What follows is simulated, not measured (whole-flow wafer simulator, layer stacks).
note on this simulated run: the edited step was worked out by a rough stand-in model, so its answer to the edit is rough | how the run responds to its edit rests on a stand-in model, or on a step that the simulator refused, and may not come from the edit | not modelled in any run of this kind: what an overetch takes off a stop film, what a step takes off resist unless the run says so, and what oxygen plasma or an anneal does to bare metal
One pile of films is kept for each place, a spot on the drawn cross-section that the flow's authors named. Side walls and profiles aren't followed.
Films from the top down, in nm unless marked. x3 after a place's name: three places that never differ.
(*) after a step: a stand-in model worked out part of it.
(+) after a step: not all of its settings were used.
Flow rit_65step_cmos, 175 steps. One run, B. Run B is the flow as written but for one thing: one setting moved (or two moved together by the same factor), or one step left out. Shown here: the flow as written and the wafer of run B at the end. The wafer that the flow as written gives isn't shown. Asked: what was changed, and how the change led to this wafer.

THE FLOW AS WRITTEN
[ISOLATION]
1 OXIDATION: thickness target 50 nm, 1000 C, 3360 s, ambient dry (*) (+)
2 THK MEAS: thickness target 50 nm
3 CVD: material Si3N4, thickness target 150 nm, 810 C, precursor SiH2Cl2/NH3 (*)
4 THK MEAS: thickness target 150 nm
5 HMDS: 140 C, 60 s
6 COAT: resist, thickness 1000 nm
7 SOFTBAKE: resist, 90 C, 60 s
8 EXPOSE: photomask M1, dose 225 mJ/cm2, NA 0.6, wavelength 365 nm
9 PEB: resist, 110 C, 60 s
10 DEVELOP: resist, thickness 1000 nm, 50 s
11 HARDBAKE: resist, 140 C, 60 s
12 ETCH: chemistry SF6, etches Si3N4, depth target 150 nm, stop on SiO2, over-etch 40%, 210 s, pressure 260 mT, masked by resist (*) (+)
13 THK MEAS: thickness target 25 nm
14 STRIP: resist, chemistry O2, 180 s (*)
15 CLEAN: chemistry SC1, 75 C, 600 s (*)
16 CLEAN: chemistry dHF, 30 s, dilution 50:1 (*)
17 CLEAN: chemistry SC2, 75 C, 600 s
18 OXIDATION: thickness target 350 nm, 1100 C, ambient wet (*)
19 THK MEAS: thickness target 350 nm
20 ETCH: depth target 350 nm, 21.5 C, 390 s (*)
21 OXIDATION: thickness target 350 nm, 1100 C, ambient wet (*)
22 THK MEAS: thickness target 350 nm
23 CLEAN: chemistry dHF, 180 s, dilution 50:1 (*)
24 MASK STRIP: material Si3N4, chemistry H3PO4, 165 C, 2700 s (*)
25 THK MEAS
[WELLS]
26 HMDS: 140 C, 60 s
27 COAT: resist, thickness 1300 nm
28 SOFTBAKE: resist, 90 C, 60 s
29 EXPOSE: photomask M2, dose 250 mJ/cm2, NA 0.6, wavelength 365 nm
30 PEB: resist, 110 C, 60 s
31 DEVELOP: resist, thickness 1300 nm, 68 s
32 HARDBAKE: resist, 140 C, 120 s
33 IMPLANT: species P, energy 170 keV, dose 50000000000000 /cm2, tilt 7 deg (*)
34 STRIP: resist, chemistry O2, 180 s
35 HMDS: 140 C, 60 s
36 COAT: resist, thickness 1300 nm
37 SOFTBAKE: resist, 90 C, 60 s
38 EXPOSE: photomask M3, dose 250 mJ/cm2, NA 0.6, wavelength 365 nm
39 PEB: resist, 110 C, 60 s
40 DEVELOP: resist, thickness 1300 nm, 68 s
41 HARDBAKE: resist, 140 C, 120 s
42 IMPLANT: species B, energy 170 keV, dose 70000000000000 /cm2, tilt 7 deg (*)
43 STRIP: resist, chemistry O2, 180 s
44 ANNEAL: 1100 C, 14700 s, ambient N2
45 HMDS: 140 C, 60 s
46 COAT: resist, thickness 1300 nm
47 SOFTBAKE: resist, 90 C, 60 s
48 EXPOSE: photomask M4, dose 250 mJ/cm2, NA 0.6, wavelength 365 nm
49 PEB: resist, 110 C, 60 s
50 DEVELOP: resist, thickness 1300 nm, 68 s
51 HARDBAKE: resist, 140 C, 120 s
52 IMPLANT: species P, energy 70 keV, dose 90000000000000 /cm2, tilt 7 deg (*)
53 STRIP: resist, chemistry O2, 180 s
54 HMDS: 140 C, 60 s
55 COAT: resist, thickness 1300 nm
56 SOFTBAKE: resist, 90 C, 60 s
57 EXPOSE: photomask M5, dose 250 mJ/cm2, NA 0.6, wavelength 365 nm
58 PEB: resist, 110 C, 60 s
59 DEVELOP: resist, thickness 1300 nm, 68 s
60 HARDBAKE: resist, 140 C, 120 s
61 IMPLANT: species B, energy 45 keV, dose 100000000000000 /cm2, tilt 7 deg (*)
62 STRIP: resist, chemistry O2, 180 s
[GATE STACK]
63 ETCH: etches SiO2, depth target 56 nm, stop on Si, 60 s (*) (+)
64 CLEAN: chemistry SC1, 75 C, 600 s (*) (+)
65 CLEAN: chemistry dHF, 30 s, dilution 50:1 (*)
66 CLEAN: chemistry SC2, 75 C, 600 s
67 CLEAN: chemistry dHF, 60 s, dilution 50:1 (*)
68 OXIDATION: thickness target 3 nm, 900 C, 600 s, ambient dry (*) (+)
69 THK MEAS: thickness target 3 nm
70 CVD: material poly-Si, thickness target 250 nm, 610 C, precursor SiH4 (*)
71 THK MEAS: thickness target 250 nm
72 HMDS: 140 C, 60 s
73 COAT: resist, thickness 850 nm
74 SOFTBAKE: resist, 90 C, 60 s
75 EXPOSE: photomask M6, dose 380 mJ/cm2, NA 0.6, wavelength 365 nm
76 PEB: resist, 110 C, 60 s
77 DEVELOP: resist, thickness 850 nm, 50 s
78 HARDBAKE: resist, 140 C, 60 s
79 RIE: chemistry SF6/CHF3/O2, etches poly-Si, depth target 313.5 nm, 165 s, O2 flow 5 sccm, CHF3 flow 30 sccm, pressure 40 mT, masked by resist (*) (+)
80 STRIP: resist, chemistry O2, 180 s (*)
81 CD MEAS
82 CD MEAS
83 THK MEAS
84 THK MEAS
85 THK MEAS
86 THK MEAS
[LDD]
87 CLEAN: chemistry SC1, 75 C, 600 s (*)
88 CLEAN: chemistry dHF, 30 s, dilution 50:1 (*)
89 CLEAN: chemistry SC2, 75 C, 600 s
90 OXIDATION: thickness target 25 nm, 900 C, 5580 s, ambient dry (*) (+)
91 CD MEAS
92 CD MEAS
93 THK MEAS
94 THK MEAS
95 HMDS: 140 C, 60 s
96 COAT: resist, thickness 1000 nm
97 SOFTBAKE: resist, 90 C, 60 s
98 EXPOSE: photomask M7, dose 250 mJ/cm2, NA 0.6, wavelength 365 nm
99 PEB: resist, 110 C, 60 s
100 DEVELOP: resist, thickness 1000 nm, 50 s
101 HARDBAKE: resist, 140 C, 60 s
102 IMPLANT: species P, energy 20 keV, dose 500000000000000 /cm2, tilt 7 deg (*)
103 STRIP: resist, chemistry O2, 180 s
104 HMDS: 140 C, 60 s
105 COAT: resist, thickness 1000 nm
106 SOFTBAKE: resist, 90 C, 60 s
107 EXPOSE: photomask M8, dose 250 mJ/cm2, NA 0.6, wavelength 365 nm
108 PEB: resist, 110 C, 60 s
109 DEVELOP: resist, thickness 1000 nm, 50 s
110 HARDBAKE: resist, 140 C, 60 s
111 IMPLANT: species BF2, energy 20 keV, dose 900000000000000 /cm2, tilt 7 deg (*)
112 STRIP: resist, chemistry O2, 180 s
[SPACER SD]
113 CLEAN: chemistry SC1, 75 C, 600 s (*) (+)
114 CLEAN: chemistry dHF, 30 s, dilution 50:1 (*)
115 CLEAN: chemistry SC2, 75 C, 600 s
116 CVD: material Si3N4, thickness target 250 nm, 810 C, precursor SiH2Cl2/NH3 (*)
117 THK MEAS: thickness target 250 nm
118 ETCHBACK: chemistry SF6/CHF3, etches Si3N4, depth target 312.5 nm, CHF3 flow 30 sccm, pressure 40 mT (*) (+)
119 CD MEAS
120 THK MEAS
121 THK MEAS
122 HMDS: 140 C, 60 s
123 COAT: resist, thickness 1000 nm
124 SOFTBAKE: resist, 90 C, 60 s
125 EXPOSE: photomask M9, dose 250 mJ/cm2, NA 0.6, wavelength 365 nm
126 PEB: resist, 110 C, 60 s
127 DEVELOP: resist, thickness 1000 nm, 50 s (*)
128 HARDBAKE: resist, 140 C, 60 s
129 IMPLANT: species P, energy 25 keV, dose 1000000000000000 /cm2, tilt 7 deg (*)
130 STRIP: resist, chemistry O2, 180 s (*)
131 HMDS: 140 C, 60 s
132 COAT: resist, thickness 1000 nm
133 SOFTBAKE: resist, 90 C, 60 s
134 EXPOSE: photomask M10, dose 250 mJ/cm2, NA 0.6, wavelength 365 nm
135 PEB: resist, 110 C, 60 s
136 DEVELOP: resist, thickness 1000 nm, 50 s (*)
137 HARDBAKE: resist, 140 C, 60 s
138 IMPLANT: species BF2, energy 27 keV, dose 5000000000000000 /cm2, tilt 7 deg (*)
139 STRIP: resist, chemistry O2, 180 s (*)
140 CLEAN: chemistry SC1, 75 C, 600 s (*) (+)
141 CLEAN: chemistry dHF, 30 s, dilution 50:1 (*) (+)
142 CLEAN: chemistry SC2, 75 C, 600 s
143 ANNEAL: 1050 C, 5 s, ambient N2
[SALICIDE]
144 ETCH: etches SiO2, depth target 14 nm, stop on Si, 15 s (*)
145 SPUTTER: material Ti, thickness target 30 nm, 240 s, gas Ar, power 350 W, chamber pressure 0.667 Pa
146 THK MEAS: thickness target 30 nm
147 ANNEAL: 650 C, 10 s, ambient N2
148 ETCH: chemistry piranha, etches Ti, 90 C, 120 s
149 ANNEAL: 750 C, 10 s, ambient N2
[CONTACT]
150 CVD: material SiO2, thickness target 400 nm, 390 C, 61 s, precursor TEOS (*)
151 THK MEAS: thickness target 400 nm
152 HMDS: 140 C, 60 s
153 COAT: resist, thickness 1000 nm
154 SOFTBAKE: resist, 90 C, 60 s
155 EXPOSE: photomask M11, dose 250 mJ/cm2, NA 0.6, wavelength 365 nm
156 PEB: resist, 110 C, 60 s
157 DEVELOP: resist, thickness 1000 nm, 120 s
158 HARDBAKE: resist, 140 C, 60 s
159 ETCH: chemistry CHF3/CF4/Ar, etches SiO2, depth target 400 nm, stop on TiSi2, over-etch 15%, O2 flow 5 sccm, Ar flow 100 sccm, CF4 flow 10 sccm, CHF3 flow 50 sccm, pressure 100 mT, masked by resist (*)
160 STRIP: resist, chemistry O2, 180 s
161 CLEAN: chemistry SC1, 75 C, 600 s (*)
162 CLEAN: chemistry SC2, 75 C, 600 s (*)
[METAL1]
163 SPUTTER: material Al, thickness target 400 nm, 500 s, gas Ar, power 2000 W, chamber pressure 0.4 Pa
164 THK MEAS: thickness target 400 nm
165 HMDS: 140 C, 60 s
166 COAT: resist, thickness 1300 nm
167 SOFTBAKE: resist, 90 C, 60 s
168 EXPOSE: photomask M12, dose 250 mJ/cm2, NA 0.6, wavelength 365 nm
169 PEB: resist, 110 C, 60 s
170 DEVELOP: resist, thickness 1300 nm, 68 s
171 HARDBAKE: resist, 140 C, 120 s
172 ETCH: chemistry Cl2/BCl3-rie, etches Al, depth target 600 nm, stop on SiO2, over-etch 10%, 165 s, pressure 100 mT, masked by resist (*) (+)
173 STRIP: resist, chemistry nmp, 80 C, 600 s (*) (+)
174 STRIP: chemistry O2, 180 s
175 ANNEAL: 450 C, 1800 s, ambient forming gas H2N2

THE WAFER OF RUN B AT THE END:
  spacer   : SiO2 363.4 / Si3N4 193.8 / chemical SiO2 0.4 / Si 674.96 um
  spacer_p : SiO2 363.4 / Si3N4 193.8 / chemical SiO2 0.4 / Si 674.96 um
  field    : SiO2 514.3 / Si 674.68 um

The cause: step 90, OXIDATION: 810 C was run, where the flow has 900 C.

How the change led to this, step by step:
  90 OXIDATION: thickness target 25 nm, 900 C, 5580 s, ambient dry (*) (+)
      active_n, active_p, spacer, spacer_p, sd_n, sd_p, contact, m1: SiO2 +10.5 (new film), chemical SiO2 -0.4 (all of it), Si -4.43 (as written it would be: SiO2 +26.5 (new film), chemical SiO2 -0.4 (all of it), Si -11.5)
      field, field_pw: SiO2 +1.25, Si -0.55 (as written it would be: SiO2 +6.57, Si -2.89)
      (and at 4 more places)
  114 CLEAN: chemistry dHF, 30 s, dilution 50:1 (*)
      active_n, spacer, sd_n, contact, m1: SiO2 -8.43 (all of it) (as written it would be: SiO2 -10.5)
      active_p, spacer_p, sd_p: SiO2 -8.43 (all of it) (as written it would be: SiO2 -11.1)
      (and at 2 more places)
  118 ETCHBACK: chemistry SF6/CHF3, etches Si3N4, depth target 312.5 nm, CHF3 flow 30 sccm, pressure 40 mT (*) (+)
      gate_n: Si3N4 -250 (all of it), chemical SiO2 -0.4 (all of it), poly-Si -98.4 (as written it would be: Si3N4 -250 (all of it), SiO2 -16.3 (all of it), poly-Si -65.5)
      gate_p: Si3N4 -250 (all of it), chemical SiO2 -0.4 (all of it), poly-Si -98.4 (as written it would be: Si3N4 -250 (all of it), SiO2 -15.7 (all of it), poly-Si -66.7)
  123 COAT: resist, thickness 1000 nm
      gate_n: resist +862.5 (new film) (as written it would be: resist +835 (new film))
      gate_p: resist +862.5 (new film) (as written it would be: resist +836.1 (new film))
  126 PEB: resist, 110 C, 60 s
      gate_n, gate_p: resist -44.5 (as written it would be: resist -43.1)
  127 DEVELOP: resist, thickness 1000 nm, 50 s (*)
      gate_n: resist -818 (all of it) (as written it would be: resist -791.9 (all of it))
  128 HARDBAKE: resist, 140 C, 60 s
      gate_p: resist -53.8 (as written it would be: resist -51.9)
  130 STRIP: resist, chemistry O2, 180 s (*)
      gate_p: chemical SiO2 +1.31 (new film), resist -764.2 (all of it), poly-Si -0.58 (as written it would be: chemical SiO2 +1.31 (new film), resist -741.1 (all of it), poly-Si -0.58)
  132 COAT: resist, thickness 1000 nm
      gate_n: resist +862.4 (new film) (as written it would be: resist +834.8 (new film))
      gate_p: resist +862.4 (new film) (as written it would be: resist +835.9 (new film))
  135 PEB: resist, 110 C, 60 s
      gate_n, gate_p: resist -44.5 (as written it would be: resist -43.1)
  136 DEVELOP: resist, thickness 1000 nm, 50 s (*)
      gate_p: resist -817.8 (all of it) (as written it would be: resist -792.8 (all of it))
  137 HARDBAKE: resist, 140 C, 60 s
      gate_n: resist -53.7 (as written it would be: resist -51.8)
  139 STRIP: resist, chemistry O2, 180 s (*)
      gate_n: resist -764.1 (all of it), chemical SiO2 +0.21 (as written it would be: resist -740 (all of it), chemical SiO2 +0.21, poly-Si -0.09)
  145 SPUTTER: material Ti, thickness target 30 nm, 240 s, gas Ar, power 350 W, chamber pressure 0.667 Pa
      gate_n: Ti +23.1 (new film) (as written it would be: Ti +27.3 (new film))
      gate_p: Ti +23.1 (new film) (as written it would be: Ti +27.2 (new film))
  147 ANNEAL: 650 C, 10 s, ambient N2
      gate_n: Ti -18, TiSi first +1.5 (new film), TiSi2 C49 +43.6 (new film), poly-Si -40 (as written it would be: Ti -21.3, TiSi first +9.82 (new film), TiSi2 C49 +39.5 (new film), poly-Si -41.9)
      gate_p: Ti -18, TiSi first +1.5 (new film), TiSi2 C49 +43.6 (new film), poly-Si -40 (as written it would be: Ti -21.2, TiSi first +9.56 (new film), TiSi2 C49 +39.6 (new film), poly-Si -41.9)
  148 ETCH: chemistry piranha, etches Ti, 90 C, 120 s
      gate_n: Ti -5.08 (all of it), TiSi first -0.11 (as written it would be: Ti -6 (all of it), TiSi first -0.1)
      gate_p: Ti -5.08 (all of it), TiSi first -0.1 (as written it would be: Ti -5.97 (all of it), TiSi first -0.1)
  ... 1 more step ...
  150 CVD: material SiO2, thickness target 400 nm, 390 C, 61 s, precursor TEOS (*)
      gate_n: SiO2 +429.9 (new film) (as written it would be: SiO2 +413.1 (new film))
      gate_p: SiO2 +429.9 (new film) (as written it would be: SiO2 +413.7 (new film))
